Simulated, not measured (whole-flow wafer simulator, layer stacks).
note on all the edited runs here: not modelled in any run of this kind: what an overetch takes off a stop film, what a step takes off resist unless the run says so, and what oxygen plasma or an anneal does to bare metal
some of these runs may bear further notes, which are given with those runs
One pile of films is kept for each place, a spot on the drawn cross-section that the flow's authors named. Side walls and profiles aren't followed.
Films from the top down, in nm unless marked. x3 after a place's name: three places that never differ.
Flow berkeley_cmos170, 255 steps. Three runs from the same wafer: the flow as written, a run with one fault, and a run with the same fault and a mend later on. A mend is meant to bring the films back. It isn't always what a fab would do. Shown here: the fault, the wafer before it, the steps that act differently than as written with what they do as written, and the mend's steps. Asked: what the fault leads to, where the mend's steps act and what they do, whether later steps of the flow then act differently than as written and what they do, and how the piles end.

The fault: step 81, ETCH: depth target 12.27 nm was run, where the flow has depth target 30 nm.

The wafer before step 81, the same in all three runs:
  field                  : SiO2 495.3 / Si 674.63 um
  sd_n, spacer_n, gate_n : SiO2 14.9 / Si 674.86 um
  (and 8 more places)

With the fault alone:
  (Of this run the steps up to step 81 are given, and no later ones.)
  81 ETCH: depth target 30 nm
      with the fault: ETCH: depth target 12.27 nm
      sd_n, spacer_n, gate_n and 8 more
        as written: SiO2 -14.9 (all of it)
        with the fault: SiO2 -12.3
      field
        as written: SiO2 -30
        with the fault: SiO2 -12.3
  After step 81 the piles differ from the flow's by more than 2% or 0.5 nm, whichever is larger, at field, sd_n, spacer_n and 9 more.
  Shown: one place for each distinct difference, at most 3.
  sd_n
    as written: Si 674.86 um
    with the fault: SiO2 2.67 / Si 674.86 um
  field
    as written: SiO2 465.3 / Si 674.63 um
    with the fault: SiO2 483 / Si 674.63 um

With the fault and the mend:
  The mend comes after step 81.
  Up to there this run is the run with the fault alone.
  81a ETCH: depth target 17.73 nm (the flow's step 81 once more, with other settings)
      sd_n, spacer_n, gate_n and 8 more
        SiO2 -2.67 (all of it)
      field
        SiO2 -17.7
  No later step of the flow acts differently than as written at any place that is followed.
  At the end the piles are the same as the flow's at every place that both follow.
